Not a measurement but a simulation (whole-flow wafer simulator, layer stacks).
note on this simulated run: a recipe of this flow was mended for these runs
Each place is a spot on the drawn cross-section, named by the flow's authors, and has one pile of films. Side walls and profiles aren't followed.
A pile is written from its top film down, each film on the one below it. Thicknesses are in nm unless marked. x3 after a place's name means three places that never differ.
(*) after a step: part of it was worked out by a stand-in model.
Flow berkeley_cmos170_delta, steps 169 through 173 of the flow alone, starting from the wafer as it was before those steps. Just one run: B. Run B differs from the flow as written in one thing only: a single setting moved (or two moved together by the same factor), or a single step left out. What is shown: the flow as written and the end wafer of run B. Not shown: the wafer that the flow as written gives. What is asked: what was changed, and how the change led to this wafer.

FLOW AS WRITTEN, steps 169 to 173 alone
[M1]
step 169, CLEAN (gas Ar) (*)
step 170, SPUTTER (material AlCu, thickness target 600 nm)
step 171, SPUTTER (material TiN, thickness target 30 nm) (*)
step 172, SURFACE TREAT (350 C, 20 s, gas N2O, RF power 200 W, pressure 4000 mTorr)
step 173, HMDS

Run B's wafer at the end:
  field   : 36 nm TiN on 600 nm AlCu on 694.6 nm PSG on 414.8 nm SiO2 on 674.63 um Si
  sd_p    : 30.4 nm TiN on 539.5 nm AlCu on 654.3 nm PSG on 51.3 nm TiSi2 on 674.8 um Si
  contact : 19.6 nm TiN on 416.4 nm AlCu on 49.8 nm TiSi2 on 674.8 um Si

The reason: step 171, SPUTTER: thickness target 36 nm was run, while the flow as written has thickness target 30 nm.
One can read it off the wafer: field has TiN 36, and step 171 as written asks for 30 nm.

Step by step, how the change led to this:
  step 171, SPUTTER (material TiN, thickness target 30 nm) (*)
      field, sd_n, spacer_n, gate, spacer_p, gate_p, m1: TiN gains 36 (new film) (as written it would have been: TiN gains 30 (new film))
      sd_p: TiN gains 30.4 (new film) (as written it would have been: TiN gains 25.3 (new film))
      (as well as at 1 more place)
